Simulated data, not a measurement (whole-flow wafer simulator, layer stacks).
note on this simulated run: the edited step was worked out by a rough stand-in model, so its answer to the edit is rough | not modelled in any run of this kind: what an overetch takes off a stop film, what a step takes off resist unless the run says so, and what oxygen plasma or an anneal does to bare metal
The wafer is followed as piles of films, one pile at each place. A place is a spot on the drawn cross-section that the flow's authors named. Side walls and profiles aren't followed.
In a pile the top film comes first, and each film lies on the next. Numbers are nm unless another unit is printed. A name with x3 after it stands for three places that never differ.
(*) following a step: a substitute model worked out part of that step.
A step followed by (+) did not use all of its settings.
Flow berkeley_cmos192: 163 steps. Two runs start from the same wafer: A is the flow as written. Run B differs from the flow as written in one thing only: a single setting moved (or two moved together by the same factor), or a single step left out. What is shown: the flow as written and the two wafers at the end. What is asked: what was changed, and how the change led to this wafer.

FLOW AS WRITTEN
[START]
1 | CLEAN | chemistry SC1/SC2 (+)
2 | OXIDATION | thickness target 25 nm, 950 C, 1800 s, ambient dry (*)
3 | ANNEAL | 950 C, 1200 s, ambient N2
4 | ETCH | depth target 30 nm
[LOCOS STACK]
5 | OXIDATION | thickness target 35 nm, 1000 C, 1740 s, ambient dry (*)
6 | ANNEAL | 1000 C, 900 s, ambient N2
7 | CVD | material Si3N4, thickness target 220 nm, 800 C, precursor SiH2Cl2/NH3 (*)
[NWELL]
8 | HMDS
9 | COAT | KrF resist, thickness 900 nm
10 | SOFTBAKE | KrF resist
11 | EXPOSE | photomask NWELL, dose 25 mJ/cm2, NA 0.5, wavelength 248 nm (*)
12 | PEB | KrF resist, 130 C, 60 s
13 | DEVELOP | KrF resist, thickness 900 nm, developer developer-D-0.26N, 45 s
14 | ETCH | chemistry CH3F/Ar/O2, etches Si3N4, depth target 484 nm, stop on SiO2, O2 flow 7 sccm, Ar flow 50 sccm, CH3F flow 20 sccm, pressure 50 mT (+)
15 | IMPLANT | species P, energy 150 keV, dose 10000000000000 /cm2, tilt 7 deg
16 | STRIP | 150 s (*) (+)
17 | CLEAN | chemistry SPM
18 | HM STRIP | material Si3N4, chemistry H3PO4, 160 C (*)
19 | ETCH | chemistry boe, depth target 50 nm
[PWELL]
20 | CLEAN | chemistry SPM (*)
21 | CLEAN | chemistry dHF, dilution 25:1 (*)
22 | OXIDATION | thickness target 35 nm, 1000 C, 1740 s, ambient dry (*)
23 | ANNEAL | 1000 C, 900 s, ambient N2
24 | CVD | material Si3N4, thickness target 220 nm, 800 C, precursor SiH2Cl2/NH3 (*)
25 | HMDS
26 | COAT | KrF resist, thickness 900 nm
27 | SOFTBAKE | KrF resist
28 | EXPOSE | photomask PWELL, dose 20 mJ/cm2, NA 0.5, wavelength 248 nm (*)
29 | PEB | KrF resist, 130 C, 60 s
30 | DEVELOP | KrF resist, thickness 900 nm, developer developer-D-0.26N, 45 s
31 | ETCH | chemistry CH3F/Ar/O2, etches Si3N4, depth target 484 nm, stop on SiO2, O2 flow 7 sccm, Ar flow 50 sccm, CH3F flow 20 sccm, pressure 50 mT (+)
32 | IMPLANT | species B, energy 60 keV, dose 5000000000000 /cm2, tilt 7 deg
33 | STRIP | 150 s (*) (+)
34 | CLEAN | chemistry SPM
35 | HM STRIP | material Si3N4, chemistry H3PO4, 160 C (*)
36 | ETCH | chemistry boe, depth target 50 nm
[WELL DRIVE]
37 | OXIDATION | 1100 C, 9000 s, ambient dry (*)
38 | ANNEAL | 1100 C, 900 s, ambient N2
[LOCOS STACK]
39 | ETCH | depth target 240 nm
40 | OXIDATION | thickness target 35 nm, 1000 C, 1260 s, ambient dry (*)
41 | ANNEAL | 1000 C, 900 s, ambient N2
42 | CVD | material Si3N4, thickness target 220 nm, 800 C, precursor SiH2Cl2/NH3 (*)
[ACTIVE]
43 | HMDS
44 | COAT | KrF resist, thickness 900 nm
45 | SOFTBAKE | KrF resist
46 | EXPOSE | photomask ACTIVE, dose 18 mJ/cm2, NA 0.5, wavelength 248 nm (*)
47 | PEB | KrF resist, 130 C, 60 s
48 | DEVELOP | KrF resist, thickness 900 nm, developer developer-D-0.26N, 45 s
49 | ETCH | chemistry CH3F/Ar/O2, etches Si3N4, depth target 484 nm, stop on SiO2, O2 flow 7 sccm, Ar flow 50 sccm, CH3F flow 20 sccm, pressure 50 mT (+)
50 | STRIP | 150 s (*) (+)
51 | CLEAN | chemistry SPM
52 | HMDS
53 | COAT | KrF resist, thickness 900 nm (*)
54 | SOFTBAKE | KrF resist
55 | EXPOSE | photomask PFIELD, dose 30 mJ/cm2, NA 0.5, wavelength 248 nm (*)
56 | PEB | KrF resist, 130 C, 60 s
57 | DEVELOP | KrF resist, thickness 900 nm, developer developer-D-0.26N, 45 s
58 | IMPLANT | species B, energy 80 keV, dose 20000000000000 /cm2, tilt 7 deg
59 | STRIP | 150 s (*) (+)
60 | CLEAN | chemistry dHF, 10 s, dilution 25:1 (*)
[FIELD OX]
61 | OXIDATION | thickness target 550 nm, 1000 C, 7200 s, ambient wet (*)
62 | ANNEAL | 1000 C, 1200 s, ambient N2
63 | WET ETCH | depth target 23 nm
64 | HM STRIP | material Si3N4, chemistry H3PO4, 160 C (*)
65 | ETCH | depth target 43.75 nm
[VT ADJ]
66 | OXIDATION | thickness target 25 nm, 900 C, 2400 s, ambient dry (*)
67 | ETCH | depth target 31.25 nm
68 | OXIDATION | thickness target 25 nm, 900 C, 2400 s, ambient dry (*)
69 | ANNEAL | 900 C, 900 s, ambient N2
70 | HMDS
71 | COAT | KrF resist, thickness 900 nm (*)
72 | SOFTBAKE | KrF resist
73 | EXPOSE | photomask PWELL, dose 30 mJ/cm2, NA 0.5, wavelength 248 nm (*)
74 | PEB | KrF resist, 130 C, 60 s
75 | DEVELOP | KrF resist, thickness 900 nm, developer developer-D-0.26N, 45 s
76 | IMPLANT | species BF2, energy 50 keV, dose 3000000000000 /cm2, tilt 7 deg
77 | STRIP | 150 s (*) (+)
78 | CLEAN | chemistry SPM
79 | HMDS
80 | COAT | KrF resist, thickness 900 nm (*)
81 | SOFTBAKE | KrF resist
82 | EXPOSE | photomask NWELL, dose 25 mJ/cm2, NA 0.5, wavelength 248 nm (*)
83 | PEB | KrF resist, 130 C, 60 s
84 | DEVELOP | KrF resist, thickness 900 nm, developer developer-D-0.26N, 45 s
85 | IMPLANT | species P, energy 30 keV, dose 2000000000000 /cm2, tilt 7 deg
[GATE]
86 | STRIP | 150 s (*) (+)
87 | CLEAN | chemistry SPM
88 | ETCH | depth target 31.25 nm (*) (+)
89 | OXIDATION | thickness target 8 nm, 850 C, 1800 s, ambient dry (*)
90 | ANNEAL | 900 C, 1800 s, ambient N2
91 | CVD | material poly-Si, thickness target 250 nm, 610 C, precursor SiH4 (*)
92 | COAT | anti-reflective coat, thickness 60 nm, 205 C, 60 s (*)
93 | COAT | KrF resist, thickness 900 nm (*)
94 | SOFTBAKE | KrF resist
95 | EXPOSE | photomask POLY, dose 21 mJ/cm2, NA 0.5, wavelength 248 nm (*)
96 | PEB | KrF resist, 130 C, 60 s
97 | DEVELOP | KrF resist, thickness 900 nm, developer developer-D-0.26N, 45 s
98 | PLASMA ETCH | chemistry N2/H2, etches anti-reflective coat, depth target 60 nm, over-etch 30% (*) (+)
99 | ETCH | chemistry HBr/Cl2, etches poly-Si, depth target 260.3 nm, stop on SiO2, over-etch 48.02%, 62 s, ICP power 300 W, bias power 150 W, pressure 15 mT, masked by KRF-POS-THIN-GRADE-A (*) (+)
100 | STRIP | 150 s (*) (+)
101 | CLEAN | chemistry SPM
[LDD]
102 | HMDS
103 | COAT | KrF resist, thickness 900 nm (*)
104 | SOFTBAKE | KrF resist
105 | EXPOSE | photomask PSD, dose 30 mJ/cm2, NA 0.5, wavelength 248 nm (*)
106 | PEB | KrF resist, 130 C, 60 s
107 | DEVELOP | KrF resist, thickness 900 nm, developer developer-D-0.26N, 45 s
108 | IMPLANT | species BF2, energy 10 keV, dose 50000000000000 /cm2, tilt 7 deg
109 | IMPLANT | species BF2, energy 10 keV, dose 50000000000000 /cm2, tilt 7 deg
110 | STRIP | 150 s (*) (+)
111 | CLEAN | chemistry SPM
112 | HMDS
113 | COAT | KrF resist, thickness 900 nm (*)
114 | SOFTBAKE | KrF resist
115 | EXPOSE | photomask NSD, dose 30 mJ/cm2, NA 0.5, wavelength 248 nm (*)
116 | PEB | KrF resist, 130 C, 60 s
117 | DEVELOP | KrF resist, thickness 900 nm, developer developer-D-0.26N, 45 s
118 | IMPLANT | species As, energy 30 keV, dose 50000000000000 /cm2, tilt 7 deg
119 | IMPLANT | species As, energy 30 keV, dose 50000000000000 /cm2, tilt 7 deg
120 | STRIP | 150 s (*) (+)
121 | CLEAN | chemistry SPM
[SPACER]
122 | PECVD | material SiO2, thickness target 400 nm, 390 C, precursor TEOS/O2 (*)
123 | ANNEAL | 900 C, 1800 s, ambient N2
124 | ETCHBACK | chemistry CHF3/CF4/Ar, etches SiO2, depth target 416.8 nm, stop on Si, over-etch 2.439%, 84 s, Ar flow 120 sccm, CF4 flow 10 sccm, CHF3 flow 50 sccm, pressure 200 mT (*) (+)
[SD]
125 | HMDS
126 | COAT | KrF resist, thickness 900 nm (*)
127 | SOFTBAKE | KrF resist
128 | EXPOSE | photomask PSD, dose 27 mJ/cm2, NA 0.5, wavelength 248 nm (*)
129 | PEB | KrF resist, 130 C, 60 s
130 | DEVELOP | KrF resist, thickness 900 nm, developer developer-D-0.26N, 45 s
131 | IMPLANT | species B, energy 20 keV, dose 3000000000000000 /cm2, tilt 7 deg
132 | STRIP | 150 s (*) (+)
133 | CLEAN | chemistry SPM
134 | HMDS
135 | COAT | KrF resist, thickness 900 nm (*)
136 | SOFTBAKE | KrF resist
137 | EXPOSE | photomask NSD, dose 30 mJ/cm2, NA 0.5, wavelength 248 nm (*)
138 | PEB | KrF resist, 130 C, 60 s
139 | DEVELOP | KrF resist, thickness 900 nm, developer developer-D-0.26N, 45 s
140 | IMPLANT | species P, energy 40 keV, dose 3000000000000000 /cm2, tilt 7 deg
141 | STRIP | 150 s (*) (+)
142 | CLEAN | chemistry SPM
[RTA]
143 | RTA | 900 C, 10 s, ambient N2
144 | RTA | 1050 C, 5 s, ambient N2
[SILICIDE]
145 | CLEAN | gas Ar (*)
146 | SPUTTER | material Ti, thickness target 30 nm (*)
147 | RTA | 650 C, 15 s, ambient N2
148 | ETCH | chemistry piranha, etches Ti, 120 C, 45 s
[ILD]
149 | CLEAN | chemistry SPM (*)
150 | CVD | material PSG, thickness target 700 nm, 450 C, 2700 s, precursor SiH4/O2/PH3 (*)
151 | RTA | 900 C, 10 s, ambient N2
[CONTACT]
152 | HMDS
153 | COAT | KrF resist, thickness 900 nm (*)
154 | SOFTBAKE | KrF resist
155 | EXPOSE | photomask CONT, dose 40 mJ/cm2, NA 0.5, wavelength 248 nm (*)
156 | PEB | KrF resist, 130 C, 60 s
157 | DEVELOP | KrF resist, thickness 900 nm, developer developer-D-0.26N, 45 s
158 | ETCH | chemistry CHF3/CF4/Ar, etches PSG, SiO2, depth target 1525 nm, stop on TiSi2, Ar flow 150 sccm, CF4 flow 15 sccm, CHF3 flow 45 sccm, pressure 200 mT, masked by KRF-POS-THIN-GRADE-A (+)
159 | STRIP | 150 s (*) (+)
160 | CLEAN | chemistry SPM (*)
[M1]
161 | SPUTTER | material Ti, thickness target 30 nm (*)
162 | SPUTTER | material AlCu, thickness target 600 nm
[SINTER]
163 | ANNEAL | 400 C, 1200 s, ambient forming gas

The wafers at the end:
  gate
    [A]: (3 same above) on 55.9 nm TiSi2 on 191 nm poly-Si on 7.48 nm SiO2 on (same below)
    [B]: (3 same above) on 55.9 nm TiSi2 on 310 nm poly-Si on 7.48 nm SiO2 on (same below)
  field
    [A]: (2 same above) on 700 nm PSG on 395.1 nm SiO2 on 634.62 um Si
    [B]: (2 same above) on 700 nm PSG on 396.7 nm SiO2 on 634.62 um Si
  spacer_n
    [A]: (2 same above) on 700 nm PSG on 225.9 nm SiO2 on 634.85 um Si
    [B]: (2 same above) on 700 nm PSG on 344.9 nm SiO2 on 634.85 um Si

Cause: step 91, CVD: thickness target 369 nm was run, while the flow as written has thickness target 250 nm.

Step by step, how the change led to this:
  91 | CVD | material poly-Si, thickness target 250 nm, 610 C, precursor SiH4 (*)
      field, sd_n, spacer_n and 6 more: A +250 poly-Si (new film) | B +369 poly-Si (new film)
  92 | COAT | anti-reflective coat, thickness 60 nm, 205 C, 60 s (*)
      field: A +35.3 anti-reflective coat (new film) | B +36.3 anti-reflective coat (new film)
      sd_n: A +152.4 anti-reflective coat (new film) | B +157.4 anti-reflective coat (new film)
      (also at 1 further place)
  98 | PLASMA ETCH | chemistry N2/H2, etches anti-reflective coat, depth target 60 nm, over-etch 30% (*) (+)
      field: A -35.3 anti-reflective coat (all of it), -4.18 poly-Si | B -36.3 anti-reflective coat (all of it), -4.32 poly-Si
      sd_n: A -152.4 anti-reflective coat (all of it), -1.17 poly-Si | B -157.4 anti-reflective coat (all of it), -1.21 poly-Si
      (also at 1 further place)
  99 | ETCH | chemistry HBr/Cl2, etches poly-Si, depth target 260.3 nm, stop on SiO2, over-etch 48.02%, 62 s, ICP power 300 W, bias power 150 W, pressure 15 mT, masked by KRF-POS-THIN-GRADE-A (*) (+)
      spacer_n, spacer_p: A -245.8 poly-Si (all of it), -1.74 SiO2 | B -364.6 poly-Si (all of it), -0.1 SiO2
      field: A -245.8 poly-Si (all of it), -1.74 SiO2 | B -364.7 poly-Si (all of it), -0.1 SiO2
      (also at 4 further places)
  103 | COAT | KrF resist, thickness 900 nm (*)
      gate: A +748 KrF resist (new film) | B +648.4 KrF resist (new film)
      gate_p: A +744.1 KrF resist (new film) | B +644.5 KrF resist (new film)
  107 | DEVELOP | KrF resist, thickness 900 nm, developer developer-D-0.26N, 45 s
      gate_p: A -742.9 KrF resist (all of it) | B -643.5 KrF resist (all of it)
  110 | STRIP | 150 s (*) (+)
      gate: A -732.7 KrF resist (all of it), +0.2 chemical SiO2, -0.09 poly-Si | B -633.2 KrF resist (all of it), +0.2 chemical SiO2, -0.09 poly-Si
  113 | COAT | KrF resist, thickness 900 nm (*)
      gate: A +747.9 KrF resist (new film) | B +648.3 KrF resist (new film)
      gate_p: A +743.9 KrF resist (new film) | B +644.4 KrF resist (new film)
  117 | DEVELOP | KrF resist, thickness 900 nm, developer developer-D-0.26N, 45 s
      gate: A -746.8 KrF resist (all of it) | B -647.3 KrF resist (all of it)
  120 | STRIP | 150 s (*) (+)
      gate_p: A -728.6 KrF resist (all of it), +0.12 chemical SiO2, -0.05 poly-Si | B -629.2 KrF resist (all of it), +0.12 chemical SiO2, -0.05 poly-Si
  124 | ETCHBACK | chemistry CHF3/CF4/Ar, etches SiO2, depth target 416.8 nm, stop on Si, over-etch 2.439%, 84 s, Ar flow 120 sccm, CF4 flow 10 sccm, CHF3 flow 50 sccm, pressure 200 mT (*) (+)
      spacer_n: A -160 SiO2 | B -41.4 SiO2
      spacer_p: A -159.9 SiO2 | B -41.4 SiO2
  126 | COAT | KrF resist, thickness 900 nm (*)
      spacer_n: A +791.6 KrF resist (new film) | B +705 KrF resist (new film)
      gate: A +771.5 KrF resist (new film) | B +687.1 KrF resist (new film)
      (also at 2 further places)
  130 | DEVELOP | KrF resist, thickness 900 nm, developer developer-D-0.26N, 45 s
      spacer_p: A -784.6 KrF resist (all of it) | B -698.5 KrF resist (all of it)
      gate_p: A -764.3 KrF resist (all of it) | B -680.3 KrF resist (all of it)
  132 | STRIP | 150 s (*) (+)
      spacer_n: A -776.1 KrF resist (all of it) | B -689.8 KrF resist (all of it)
      gate: A +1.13 chemical SiO2 (new film), -756.1 KrF resist (all of it), -0.5 poly-Si | B +1.13 chemical SiO2 (new film), -671.8 KrF resist (all of it), -0.5 poly-Si
  135 | COAT | KrF resist, thickness 900 nm (*)
      spacer_n: A +791.1 KrF resist (new film) | B +705.3 KrF resist (new film)
      gate: A +770.3 KrF resist (new film) | B +686.7 KrF resist (new film)
      (also at 2 further places)
  139 | DEVELOP | KrF resist, thickness 900 nm, developer developer-D-0.26N, 45 s
      spacer_n: A -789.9 KrF resist (all of it) | B -704.2 KrF resist (all of it)
      gate: A -769.1 KrF resist (all of it) | B -685.6 KrF resist (all of it)
  ... another 2 steps ...
  159 | STRIP | 150 s (*) (+)
      field: A -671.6 KrF resist (all of it) | B -686 KrF resist (all of it)
      spacer_n: A -620.3 KrF resist (all of it) | B -557.4 KrF resist (all of it)
      (also at 4 further places)
